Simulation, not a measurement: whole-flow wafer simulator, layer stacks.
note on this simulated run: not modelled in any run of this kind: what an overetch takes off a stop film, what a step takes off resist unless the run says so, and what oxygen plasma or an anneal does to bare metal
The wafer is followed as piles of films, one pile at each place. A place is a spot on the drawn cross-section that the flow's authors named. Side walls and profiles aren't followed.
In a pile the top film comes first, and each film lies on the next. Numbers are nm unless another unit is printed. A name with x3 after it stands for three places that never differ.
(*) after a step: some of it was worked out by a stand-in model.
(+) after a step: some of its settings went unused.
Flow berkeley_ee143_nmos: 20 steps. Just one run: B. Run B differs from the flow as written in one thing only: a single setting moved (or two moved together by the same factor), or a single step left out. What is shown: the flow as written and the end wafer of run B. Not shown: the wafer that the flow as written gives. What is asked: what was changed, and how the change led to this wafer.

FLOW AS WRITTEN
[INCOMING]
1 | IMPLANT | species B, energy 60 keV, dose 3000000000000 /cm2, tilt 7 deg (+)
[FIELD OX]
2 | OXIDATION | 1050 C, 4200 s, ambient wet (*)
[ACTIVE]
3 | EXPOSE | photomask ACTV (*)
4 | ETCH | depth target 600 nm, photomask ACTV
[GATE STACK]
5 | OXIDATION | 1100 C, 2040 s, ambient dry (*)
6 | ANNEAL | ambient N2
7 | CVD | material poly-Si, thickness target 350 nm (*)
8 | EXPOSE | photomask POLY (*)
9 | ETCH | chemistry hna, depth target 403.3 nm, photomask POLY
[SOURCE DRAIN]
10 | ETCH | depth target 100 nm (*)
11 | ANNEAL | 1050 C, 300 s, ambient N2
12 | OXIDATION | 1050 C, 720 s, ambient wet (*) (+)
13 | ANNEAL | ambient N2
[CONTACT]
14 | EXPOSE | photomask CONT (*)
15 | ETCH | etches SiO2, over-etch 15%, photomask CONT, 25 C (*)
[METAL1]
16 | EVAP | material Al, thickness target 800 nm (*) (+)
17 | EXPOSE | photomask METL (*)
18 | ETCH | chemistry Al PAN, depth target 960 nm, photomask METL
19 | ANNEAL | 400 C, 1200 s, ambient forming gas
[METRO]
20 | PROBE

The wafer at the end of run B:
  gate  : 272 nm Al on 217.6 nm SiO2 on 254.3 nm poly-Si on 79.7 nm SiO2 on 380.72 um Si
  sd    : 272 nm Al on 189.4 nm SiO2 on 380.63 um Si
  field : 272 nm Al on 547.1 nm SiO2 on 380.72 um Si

Cause: step 18, ETCH: depth target 528 nm was run, while the flow as written has depth target 960 nm.

Step by step, how the change led to this:
  18 | ETCH | chemistry Al PAN, depth target 960 nm, photomask METL
      gate, sd, field: -528 Al (in the flow as written it would be: -800 Al (all of it))
If metal films that touch count as one body, gate has 1 body; the flow as written gives 0 bodies.
If metal films that touch count as one body, sd has 1 body; the flow as written gives 0 bodies.
If metal films that touch count as one body, field has 1 body; the flow as written gives 0 bodies.
